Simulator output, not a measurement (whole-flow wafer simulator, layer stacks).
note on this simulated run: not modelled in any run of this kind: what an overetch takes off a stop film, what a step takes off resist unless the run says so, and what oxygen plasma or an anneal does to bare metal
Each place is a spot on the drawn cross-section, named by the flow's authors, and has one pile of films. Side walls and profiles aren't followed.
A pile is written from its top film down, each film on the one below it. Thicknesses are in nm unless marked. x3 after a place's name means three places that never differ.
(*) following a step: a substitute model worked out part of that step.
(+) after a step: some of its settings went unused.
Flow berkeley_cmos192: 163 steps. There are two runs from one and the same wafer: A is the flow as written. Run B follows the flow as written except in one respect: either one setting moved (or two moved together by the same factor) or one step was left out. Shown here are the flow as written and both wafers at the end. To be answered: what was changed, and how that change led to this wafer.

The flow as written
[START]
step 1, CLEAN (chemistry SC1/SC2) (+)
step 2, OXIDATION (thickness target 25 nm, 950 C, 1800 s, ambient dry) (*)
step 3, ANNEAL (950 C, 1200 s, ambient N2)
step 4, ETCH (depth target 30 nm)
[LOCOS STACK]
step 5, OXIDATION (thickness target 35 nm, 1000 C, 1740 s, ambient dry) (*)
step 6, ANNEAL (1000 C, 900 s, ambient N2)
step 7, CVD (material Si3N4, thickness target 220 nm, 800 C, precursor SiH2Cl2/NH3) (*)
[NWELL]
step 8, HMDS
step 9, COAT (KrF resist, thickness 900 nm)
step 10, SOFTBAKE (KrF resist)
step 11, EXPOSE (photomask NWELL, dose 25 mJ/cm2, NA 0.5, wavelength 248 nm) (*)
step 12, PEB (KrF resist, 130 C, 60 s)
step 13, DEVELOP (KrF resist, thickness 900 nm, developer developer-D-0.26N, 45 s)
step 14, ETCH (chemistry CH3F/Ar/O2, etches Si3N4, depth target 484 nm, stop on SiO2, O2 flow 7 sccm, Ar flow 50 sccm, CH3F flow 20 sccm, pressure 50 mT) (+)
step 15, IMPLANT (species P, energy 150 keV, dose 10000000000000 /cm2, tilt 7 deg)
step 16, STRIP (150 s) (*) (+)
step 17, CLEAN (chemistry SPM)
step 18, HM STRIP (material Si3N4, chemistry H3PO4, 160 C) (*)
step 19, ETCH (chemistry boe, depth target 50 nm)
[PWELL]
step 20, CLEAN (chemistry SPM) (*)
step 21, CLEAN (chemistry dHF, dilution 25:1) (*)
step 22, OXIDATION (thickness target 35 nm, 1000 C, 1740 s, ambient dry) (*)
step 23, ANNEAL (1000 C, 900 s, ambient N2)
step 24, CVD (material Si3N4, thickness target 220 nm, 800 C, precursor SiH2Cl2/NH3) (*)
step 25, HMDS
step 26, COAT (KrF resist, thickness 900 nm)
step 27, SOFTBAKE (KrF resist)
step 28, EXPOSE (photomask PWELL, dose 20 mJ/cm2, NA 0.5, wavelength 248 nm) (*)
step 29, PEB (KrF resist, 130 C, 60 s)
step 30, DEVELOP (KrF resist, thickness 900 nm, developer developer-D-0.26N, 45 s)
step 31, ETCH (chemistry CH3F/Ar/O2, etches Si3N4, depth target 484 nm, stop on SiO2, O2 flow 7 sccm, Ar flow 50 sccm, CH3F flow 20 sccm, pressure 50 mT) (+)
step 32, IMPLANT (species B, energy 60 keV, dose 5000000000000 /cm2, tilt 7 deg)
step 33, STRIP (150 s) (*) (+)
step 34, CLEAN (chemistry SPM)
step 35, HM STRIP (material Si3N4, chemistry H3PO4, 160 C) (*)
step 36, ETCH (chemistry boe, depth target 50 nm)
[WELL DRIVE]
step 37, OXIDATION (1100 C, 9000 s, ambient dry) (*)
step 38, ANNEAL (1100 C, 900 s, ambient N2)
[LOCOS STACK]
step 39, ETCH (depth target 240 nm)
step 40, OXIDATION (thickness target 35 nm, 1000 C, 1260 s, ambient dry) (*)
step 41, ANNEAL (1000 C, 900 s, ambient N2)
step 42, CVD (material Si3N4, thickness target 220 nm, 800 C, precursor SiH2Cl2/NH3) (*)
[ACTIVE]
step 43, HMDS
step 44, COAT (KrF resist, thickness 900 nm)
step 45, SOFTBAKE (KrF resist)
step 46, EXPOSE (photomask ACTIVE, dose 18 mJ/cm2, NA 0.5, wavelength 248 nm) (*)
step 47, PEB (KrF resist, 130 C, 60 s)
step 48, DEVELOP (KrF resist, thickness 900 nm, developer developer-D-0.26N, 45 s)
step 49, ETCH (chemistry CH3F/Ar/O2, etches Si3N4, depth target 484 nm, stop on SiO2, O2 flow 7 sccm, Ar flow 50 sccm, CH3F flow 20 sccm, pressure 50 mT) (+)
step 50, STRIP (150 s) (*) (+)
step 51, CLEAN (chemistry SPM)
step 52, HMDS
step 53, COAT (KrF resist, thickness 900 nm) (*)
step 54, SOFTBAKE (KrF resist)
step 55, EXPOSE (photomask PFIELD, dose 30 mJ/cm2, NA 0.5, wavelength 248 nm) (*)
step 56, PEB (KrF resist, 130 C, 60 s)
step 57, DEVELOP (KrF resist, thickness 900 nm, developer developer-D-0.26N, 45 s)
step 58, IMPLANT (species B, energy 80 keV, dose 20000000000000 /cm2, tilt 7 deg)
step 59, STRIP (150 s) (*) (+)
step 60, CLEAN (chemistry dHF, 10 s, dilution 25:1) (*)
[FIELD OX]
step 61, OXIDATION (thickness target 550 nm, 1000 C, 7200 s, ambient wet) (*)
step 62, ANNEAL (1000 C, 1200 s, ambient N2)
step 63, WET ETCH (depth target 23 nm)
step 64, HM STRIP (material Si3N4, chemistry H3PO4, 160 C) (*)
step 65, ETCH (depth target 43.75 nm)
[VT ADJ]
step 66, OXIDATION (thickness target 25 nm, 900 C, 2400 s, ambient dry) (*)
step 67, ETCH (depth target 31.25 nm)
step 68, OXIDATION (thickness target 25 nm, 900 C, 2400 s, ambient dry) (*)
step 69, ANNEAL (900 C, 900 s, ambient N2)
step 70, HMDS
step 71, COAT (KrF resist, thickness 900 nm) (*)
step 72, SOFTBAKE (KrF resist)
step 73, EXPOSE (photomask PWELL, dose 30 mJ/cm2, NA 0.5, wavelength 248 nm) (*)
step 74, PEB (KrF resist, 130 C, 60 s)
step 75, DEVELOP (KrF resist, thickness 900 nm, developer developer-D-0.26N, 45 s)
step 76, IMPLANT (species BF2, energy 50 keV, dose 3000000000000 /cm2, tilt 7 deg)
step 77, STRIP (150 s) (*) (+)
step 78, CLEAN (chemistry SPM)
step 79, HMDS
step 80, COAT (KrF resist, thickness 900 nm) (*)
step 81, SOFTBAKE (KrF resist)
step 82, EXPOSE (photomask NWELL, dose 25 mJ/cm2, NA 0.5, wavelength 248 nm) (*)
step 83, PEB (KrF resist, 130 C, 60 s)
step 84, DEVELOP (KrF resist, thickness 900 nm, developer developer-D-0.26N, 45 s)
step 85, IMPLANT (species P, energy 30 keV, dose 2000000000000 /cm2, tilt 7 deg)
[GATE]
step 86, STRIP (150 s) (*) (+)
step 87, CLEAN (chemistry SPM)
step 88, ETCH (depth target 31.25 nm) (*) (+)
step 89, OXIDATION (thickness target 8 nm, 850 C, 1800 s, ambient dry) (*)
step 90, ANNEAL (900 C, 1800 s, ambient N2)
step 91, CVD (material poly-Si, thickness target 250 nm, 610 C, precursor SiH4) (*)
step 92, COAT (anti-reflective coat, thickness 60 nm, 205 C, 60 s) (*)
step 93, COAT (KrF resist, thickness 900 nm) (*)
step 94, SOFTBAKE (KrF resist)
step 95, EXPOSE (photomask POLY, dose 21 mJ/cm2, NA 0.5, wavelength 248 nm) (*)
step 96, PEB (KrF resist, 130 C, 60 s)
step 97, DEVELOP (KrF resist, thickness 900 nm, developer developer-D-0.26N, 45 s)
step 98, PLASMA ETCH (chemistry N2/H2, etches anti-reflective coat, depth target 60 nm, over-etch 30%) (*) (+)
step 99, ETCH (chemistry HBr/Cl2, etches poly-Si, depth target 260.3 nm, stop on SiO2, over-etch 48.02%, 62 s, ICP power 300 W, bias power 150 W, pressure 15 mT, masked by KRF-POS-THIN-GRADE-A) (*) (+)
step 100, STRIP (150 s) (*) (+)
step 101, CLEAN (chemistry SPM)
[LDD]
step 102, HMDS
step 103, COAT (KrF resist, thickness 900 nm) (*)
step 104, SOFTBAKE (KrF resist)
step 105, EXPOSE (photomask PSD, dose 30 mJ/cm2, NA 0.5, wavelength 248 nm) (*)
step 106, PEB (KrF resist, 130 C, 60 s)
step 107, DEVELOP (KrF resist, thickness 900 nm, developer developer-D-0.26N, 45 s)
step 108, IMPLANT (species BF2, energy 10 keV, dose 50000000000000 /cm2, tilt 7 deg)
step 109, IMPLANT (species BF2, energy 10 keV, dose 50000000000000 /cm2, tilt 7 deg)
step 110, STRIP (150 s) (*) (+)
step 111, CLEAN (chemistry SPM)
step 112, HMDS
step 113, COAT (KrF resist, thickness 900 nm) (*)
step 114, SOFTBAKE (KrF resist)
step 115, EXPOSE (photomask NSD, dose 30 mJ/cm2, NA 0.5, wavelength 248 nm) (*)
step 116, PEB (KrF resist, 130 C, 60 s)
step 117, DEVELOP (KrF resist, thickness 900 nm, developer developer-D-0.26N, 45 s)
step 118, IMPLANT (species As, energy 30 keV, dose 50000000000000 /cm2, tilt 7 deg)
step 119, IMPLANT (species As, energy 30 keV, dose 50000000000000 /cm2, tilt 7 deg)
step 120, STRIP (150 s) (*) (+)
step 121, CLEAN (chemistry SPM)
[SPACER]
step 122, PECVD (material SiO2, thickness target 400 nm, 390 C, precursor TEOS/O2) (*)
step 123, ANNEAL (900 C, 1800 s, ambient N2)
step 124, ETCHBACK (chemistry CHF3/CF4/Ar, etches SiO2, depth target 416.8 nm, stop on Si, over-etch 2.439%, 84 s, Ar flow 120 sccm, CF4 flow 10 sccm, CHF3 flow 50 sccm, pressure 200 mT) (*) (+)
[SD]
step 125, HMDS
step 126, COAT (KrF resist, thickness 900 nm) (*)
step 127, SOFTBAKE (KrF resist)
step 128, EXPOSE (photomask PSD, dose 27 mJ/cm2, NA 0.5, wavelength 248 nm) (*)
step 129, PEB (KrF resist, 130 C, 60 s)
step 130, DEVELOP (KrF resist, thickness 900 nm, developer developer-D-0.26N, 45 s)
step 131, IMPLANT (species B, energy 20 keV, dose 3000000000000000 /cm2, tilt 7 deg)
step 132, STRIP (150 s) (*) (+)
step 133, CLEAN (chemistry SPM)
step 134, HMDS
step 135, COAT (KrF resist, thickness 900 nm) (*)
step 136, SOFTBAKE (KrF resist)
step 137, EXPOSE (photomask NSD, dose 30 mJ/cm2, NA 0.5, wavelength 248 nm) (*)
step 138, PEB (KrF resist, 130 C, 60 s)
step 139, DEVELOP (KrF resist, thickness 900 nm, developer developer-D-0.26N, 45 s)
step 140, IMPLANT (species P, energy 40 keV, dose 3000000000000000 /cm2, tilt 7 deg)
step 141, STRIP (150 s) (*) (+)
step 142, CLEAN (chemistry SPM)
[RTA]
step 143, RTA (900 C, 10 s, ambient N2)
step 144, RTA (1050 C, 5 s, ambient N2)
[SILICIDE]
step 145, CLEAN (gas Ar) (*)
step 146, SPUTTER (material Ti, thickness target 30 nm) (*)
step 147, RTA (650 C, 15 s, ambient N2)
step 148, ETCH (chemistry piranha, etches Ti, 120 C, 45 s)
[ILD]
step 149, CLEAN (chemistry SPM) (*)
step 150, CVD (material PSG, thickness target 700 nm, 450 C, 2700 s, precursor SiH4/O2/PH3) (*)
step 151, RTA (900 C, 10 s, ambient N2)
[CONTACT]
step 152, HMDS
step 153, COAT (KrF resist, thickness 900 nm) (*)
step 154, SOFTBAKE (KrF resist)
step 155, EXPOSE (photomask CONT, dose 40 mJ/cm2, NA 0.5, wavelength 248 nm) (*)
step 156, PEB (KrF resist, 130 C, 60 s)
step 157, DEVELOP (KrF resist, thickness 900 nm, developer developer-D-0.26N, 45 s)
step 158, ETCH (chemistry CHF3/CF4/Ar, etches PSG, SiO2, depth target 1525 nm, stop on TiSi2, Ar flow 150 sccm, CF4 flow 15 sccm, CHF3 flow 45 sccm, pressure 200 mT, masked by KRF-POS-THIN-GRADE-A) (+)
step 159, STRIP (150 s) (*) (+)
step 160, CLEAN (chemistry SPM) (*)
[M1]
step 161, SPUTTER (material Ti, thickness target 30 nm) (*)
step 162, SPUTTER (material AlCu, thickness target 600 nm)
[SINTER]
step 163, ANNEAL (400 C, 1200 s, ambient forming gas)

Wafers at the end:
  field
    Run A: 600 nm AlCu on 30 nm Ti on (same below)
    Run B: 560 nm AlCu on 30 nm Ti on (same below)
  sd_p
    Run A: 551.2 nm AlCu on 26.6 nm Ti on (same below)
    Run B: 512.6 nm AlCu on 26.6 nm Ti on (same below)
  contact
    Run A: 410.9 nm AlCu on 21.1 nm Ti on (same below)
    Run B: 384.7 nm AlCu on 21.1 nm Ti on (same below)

What caused this: step 162, SPUTTER: thickness target 560 nm was run, whereas the flow has thickness target 600 nm.
The wafer itself shows it: field has AlCu 560, and step 162 as written asks for 600 nm.

The path from the change to this, step by step:
  step 162, SPUTTER (material AlCu, thickness target 600 nm)
      field, sd_n, spacer_n, gate, spacer_p, gate_p, m1: A AlCu gains 600 (new film) | B AlCu gains 560 (new film)
      sd_p: A AlCu gains 551.2 (new film) | B AlCu gains 512.6 (new film)
      (also at 1 further place)
